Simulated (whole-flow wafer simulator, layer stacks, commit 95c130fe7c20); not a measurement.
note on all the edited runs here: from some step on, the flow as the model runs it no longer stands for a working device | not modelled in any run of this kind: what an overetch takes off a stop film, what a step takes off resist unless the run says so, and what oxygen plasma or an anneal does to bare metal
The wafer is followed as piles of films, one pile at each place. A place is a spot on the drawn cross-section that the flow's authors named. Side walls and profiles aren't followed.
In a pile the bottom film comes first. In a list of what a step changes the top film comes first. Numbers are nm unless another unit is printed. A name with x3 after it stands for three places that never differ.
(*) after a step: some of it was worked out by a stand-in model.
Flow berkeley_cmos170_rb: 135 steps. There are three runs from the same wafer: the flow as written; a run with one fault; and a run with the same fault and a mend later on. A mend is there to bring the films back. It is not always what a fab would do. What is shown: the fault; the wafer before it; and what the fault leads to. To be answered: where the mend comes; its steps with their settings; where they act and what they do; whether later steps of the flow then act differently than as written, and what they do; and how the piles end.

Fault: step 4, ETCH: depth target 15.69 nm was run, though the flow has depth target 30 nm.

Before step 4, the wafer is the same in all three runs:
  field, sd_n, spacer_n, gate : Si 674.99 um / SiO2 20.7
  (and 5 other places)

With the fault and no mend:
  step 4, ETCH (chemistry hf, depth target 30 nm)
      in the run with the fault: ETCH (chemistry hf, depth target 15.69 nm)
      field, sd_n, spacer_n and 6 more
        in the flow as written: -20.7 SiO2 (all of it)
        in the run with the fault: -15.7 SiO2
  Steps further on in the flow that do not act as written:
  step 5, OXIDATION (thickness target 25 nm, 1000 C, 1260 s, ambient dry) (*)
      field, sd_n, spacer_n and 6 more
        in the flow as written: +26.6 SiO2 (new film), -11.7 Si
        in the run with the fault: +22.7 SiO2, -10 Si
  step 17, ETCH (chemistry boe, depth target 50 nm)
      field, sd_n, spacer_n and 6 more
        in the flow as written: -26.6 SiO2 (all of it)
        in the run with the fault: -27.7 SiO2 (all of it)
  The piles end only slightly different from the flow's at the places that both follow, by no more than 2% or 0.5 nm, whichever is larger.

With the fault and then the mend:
  The mend follows step 4.
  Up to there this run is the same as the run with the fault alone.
  step 4a, ETCH (chemistry hf, depth target 14.31 nm) (the flow's step 4, run once more with other settings)
      field, sd_n, spacer_n and 6 more
        -5 SiO2 (all of it)
  None of the later steps of the flow acts differently than as written at any place that is followed.
  At every place that both follow, the piles at the end match the flow's.
